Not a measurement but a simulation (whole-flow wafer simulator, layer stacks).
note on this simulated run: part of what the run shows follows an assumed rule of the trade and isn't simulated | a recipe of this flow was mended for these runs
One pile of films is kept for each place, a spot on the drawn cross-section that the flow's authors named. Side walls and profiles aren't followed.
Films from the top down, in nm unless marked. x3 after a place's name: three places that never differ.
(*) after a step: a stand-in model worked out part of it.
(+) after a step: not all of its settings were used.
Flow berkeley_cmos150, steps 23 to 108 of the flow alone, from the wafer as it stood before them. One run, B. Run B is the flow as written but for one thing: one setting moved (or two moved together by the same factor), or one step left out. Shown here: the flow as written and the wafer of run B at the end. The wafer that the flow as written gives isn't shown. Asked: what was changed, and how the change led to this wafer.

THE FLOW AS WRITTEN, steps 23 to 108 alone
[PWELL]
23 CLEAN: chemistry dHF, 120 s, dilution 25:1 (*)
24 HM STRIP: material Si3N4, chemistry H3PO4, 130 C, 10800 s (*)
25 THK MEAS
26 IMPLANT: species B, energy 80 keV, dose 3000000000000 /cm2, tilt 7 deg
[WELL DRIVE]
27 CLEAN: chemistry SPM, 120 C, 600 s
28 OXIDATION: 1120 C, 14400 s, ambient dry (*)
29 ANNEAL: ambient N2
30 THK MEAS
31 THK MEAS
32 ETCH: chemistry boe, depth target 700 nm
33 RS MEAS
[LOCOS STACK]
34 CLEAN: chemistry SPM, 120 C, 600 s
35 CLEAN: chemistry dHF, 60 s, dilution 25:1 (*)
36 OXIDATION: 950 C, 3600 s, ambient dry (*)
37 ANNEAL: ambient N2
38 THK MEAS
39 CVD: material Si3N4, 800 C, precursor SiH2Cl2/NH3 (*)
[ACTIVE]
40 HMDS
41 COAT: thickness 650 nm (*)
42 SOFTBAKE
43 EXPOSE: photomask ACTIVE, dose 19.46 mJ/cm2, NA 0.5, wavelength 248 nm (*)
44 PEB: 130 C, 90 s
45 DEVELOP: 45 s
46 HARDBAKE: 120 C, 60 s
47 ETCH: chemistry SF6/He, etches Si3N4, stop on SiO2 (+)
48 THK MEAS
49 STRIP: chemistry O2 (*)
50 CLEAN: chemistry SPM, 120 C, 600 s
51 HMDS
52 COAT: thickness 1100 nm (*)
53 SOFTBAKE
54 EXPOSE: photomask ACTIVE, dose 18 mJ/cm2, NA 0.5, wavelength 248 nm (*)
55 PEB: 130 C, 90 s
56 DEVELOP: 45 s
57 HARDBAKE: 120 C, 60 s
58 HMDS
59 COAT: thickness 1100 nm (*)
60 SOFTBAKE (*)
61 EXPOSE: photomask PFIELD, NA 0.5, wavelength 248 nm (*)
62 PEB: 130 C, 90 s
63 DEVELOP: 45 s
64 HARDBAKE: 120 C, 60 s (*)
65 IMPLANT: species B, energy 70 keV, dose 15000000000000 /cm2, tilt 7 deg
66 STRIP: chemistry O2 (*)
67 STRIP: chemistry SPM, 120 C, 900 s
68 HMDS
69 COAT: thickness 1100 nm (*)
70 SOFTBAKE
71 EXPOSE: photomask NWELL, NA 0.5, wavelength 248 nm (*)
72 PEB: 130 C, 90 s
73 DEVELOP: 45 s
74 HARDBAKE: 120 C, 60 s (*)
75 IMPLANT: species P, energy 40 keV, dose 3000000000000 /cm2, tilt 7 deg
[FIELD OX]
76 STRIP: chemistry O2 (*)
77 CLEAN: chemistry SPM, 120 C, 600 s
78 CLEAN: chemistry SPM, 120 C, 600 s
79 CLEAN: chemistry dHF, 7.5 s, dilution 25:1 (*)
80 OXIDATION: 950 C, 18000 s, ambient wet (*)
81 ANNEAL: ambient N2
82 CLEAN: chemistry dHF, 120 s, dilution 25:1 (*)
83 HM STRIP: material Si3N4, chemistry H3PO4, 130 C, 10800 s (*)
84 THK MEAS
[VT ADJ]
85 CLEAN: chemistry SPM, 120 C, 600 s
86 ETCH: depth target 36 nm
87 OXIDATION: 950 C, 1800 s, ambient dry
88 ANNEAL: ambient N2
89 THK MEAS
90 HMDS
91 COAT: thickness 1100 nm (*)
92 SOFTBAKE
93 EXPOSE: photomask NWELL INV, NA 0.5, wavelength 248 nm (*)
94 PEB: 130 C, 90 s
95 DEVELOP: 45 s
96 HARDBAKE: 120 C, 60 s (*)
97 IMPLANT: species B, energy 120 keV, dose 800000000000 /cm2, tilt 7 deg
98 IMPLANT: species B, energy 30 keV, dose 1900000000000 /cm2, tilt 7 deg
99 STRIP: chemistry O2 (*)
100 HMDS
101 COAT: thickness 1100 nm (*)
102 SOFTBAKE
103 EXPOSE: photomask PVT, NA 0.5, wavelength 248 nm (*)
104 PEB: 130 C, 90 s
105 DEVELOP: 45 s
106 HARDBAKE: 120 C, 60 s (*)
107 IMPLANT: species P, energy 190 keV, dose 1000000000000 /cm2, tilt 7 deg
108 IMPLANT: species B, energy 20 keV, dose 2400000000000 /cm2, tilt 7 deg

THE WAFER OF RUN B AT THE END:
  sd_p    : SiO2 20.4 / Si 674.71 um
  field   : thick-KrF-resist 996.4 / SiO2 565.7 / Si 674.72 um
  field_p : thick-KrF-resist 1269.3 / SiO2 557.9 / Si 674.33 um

The cause: step 24, HM STRIP: 72 C was run, where the flow has 130 C.

How the change led to this, step by step:
  24 HM STRIP: material Si3N4, chemistry H3PO4, 130 C, 10800 s (*)
      field, sd_n, gate_n, contact, m1: Si3N4 -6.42 (as written it would be: Si3N4 -99.4 (all of it), SiO2 -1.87)
      field_p, sd_p, gate_p: nothing (as written it would be: SiO2 -2.72)
  28 OXIDATION: 1120 C, 14400 s, ambient dry (*)
      field, sd_n, gate_n, contact, m1: nothing (as written it would be: SiO2 +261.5, Si -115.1)
  32 ETCH: chemistry boe, depth target 700 nm
      field, sd_n, gate_n, contact, m1: Si3N4 -7 (as written it would be: SiO2 -291.1 (all of it))
  34 CLEAN: chemistry SPM, 120 C, 600 s
      field, sd_n, gate_n, contact, m1: nothing (as written it would be: chemical SiO2 +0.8 (new film), Si -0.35)
  35 CLEAN: chemistry dHF, 60 s, dilution 25:1 (*)
      field, sd_n, gate_n, contact, m1: Si3N4 -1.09 (as written it would be: chemical SiO2 -0.8 (all of it))
  36 OXIDATION: 950 C, 3600 s, ambient dry (*)
      field, sd_n, gate_n, contact, m1: nothing (as written it would be: SiO2 +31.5 (new film), Si -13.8)
  39 CVD: material Si3N4, 800 C, precursor SiH2Cl2/NH3 (*)
      field, sd_n, gate_n, contact, m1: Si3N4 +106 (as written it would be: Si3N4 +106 (new film))
  41 COAT: thickness 650 nm (*)
      field: KrF-resist +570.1 (new film) (as written it would be: KrF-resist +646.4 (new film))
      field_p: KrF-resist +821.4 (new film) (as written it would be: KrF-resist +715.2 (new film))
      (and at 3 more places)
  45 DEVELOP: 45 s
      field: KrF-resist -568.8 (all of it) (as written it would be: KrF-resist -645 (all of it))
      field_p: KrF-resist -819.5 (all of it) (as written it would be: KrF-resist -713.6 (all of it))
  46 HARDBAKE: 120 C, 60 s
      sd_n: KrF-resist -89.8 (as written it would be: KrF-resist -93.3)
      sd_p: KrF-resist -112.3 (as written it would be: KrF-resist -102.4)
      (and at 1 more place)
  47 ETCH: chemistry SF6/He, etches Si3N4, stop on SiO2 (+)
      field_p: Si3N4 -106 (all of it), SiO2 -31.5 (all of it), Si -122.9 (as written it would be: Si3N4 -106 (all of it), SiO2 -3.08)
      sd_n, gate_n, sd_p, gate_p, contact, m1: KrF-resist -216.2 (as written it would be: KrF-resist -124)
      (and at 1 more place)
  49 STRIP: chemistry O2 (*)
      field_p: chemical SiO2 +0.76 (new film), Si -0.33 (as written it would be: nothing)
      sd_n: KrF-resist -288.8 (all of it) (as written it would be: KrF-resist -400.9 (all of it))
      (and at 5 more places)
  52 COAT: thickness 1100 nm (*)
      field: thick-KrF-resist +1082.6 (new film) (as written it would be: thick-KrF-resist +1106.9 (new film))
      field_p: thick-KrF-resist +1434.7 (new film) (as written it would be: thick-KrF-resist +1219.5 (new film))
      (and at 6 more places)
  55 PEB: 130 C, 90 s
      field_p: thick-KrF-resist -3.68 (as written it would be: thick-KrF-resist -3.03)
  56 DEVELOP: 45 s
      field: thick-KrF-resist -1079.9 (all of it) (as written it would be: thick-KrF-resist -1104.2 (all of it))
      field_p: thick-KrF-resist -1431.1 (all of it) (as written it would be: thick-KrF-resist -1216.4 (all of it))
  57 HARDBAKE: 120 C, 60 s
      sd_n: thick-KrF-resist -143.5 (as written it would be: thick-KrF-resist -155.7)
      gate_n: thick-KrF-resist -150.3 (as written it would be: thick-KrF-resist -158.8)
      (and at 4 more places)
  ... 19 more steps ...
  105 DEVELOP: 45 s
      sd_p: thick-KrF-resist -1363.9 (all of it) (as written it would be: thick-KrF-resist -1314 (all of it))
      gate_p: thick-KrF-resist -1340.7 (all of it) (as written it would be: thick-KrF-resist -1288.3 (all of it))
